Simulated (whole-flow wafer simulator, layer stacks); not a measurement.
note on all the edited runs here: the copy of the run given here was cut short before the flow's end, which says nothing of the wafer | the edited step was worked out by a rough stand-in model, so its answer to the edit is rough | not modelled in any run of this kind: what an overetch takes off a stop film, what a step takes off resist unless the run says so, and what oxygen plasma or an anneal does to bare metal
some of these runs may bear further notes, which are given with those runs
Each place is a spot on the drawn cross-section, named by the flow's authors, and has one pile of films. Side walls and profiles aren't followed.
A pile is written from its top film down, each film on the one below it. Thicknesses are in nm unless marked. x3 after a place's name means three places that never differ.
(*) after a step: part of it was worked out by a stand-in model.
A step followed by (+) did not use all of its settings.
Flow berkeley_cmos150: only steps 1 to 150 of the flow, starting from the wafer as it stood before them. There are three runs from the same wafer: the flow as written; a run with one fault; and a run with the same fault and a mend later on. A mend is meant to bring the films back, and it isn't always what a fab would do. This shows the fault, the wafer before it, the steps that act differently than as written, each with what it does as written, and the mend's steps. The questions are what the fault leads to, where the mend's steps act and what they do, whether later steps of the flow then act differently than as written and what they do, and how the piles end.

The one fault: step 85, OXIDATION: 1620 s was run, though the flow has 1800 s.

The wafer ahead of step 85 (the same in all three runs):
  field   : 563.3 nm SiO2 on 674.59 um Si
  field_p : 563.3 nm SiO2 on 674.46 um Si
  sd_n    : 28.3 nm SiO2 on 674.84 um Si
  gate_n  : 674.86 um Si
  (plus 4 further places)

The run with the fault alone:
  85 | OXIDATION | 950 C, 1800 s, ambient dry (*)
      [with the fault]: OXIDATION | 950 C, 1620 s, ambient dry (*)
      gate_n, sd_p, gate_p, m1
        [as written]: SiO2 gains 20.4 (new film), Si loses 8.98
        [with the fault]: SiO2 gains 19.1 (new film), Si loses 8.43
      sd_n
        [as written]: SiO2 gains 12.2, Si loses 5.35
        [with the fault]: SiO2 gains 11.1, Si loses 4.89
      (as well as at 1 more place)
  Steps later in the flow that act otherwise than as written (21 more steps, not shown, differ only slightly: by at most 2% or 0.5 nm, whichever is larger):
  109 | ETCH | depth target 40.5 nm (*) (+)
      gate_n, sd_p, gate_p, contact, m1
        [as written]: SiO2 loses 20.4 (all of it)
        [with the fault]: SiO2 loses 19.1 (all of it)
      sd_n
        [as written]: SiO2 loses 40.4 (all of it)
        [with the fault]: SiO2 loses 39.4 (all of it)
  The piles end only slightly different from the flow's at the places that both follow, by no more than 2% or 0.5 nm, whichever is larger.

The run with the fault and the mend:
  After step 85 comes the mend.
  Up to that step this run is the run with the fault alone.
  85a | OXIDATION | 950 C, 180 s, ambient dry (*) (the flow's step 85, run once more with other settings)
      gate_n, sd_p, gate_p, contact, m1
        SiO2 gains 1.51, Si loses 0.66
      field, field_p
        SiO2 gains 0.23, Si loses 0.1
      sd_n
        SiO2 gains 1.1, Si loses 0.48
  None of the later steps of the flow differs from how it acts as written, at any place that is followed, by more than 2% or 0.5 nm, whichever is larger.
  The piles end only slightly different from the flow's at the places that both follow, by no more than 2% or 0.5 nm, whichever is larger.
